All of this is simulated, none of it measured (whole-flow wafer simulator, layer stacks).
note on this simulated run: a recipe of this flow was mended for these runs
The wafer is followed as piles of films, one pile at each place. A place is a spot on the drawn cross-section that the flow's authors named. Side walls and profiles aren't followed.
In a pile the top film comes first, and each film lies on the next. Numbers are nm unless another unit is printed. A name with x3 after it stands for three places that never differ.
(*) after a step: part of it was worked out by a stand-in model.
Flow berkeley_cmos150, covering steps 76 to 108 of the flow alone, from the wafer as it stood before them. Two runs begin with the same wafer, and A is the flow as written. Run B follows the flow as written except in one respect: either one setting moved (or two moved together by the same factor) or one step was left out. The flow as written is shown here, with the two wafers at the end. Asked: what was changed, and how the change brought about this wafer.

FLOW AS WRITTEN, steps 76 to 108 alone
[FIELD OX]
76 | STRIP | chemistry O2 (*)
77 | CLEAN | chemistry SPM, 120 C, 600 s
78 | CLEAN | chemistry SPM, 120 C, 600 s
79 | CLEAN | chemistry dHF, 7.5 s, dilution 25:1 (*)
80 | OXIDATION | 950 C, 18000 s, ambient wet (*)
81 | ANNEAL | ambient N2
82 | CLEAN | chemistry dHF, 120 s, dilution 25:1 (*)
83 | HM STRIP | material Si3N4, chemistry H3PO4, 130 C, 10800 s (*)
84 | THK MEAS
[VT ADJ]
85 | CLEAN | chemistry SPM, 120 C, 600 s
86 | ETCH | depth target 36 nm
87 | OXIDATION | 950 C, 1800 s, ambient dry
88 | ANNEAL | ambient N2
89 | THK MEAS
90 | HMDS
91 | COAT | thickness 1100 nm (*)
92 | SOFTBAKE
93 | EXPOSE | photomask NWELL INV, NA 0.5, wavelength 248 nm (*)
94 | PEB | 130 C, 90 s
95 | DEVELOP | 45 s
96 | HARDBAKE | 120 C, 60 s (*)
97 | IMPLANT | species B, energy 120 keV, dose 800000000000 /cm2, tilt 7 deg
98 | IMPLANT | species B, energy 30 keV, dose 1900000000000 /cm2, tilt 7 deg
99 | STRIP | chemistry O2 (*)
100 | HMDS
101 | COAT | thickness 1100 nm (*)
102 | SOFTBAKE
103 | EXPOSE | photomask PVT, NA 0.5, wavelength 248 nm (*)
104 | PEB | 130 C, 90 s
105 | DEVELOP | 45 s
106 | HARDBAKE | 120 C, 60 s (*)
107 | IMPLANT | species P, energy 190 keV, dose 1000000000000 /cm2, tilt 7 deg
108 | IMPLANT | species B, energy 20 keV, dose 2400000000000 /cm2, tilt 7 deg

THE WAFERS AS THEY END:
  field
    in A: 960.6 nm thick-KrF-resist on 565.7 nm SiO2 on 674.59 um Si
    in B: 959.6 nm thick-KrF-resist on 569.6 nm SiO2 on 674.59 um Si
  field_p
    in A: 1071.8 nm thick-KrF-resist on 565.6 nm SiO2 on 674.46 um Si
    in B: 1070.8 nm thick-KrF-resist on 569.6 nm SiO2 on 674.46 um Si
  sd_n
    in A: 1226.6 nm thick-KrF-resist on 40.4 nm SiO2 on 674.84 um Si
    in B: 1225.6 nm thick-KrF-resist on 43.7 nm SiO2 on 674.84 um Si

Cause: step 86, ETCH: depth target 32 nm was run, though the flow has depth target 36 nm.

How this came from the change, step by step:
  86 | ETCH | depth target 36 nm
      field, field_p, sd_n: A SiO2 loses 36 | B SiO2 loses 32
  87 | OXIDATION | 950 C, 1800 s, ambient dry
      sd_n: A SiO2 gains 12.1, Si loses 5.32 | B SiO2 gains 11.4, Si loses 5.04
